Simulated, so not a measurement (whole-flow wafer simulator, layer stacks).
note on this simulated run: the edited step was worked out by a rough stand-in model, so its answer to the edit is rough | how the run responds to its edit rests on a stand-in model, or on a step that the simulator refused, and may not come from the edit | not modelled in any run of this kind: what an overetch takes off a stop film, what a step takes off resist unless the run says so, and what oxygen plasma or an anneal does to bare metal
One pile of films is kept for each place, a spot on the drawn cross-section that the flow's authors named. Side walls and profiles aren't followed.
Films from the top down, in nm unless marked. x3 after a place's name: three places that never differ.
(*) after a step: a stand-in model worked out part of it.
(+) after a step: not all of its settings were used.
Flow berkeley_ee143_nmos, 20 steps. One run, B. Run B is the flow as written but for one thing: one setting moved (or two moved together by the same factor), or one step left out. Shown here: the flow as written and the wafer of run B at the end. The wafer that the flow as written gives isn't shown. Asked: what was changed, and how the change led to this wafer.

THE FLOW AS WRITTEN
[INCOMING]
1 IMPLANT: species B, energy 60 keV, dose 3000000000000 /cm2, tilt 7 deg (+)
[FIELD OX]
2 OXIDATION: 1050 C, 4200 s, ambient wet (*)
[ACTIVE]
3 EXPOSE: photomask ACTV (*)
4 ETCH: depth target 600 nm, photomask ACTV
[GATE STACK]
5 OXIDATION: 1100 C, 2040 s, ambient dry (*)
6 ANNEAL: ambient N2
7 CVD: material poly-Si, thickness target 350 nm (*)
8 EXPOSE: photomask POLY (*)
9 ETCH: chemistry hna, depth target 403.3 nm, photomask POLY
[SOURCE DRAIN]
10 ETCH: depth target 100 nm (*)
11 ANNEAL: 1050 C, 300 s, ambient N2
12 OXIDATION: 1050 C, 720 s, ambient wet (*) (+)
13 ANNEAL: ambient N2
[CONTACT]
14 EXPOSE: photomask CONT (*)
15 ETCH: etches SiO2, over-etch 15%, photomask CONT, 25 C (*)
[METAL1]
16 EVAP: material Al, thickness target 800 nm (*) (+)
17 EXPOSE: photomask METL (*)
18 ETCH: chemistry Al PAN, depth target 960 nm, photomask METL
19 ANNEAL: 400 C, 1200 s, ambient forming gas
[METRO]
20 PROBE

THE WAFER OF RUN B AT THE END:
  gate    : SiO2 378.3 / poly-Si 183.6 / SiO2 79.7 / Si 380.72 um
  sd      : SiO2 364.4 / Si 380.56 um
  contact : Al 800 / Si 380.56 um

The cause: step 12, OXIDATION: 1181 C was run, where the flow has 1050 C.

How the change led to this, step by step:
  12 OXIDATION: 1050 C, 720 s, ambient wet (*) (+)
      sd, contact: SiO2 +364.4 (new film), Si -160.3 (as written it would be: SiO2 +189.4 (new film), Si -83.4)
      gate: SiO2 +378.3 (new film), poly-Si -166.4 (as written it would be: SiO2 +217.6 (new film), poly-Si -95.7)
      (and at 1 more place)
  15 ETCH: etches SiO2, over-etch 15%, photomask CONT, 25 C (*)
      contact: SiO2 -364.4 (all of it) (as written it would be: SiO2 -189.4 (all of it))
